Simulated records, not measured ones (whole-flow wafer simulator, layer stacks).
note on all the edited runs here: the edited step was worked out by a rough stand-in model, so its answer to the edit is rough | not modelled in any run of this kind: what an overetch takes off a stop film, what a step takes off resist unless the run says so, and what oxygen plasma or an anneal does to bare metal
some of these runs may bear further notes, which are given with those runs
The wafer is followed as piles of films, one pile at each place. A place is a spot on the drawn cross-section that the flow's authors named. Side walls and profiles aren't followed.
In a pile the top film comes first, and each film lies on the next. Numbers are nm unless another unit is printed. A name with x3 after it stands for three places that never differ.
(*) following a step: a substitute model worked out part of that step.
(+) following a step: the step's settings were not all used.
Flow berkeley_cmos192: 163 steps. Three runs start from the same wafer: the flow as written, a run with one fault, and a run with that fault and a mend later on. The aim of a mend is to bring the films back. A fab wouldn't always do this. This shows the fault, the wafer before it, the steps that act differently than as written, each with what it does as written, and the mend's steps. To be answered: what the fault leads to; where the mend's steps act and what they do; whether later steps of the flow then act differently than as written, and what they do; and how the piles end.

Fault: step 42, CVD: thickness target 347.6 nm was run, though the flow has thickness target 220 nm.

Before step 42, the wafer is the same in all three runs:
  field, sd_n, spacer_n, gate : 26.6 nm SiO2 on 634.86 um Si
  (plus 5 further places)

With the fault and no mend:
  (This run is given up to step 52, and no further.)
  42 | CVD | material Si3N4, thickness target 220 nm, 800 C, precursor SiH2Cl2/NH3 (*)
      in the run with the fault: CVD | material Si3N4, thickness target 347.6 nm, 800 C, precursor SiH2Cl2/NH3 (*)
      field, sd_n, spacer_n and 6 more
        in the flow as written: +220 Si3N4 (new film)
        in the run with the fault: +347.6 Si3N4 (new film)
  Steps further on in the flow that do not act as written:
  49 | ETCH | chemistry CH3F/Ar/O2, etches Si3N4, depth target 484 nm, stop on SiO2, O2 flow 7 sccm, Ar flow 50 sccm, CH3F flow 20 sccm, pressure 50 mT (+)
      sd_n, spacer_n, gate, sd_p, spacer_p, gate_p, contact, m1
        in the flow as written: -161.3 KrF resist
        in the run with the fault: -246.4 KrF resist
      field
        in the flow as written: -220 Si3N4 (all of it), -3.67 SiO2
        in the run with the fault: -347.6 Si3N4 (all of it), -3.67 SiO2
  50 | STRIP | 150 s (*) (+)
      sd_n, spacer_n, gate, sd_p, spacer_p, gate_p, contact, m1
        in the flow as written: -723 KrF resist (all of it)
        in the run with the fault: -638 KrF resist (all of it)
  Once step 52 is done, the piles at sd_n, spacer_n, gate, sd_p, spacer_p, gate_p, contact, m1 depart from the flow's by more than 2% or 0.5 nm, whichever is larger.
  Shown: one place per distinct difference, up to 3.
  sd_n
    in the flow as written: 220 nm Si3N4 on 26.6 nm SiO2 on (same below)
    in the run with the fault: 347.6 nm Si3N4 on 26.6 nm SiO2 on (same below)

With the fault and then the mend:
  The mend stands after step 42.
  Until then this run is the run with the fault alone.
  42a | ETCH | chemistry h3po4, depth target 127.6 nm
      field, sd_n, spacer_n and 6 more
        -127.6 Si3N4
  Every later step of the flow that is run acts as written at every place that is followed.
  By the end, the piles equal the flow's at every place that both follow.
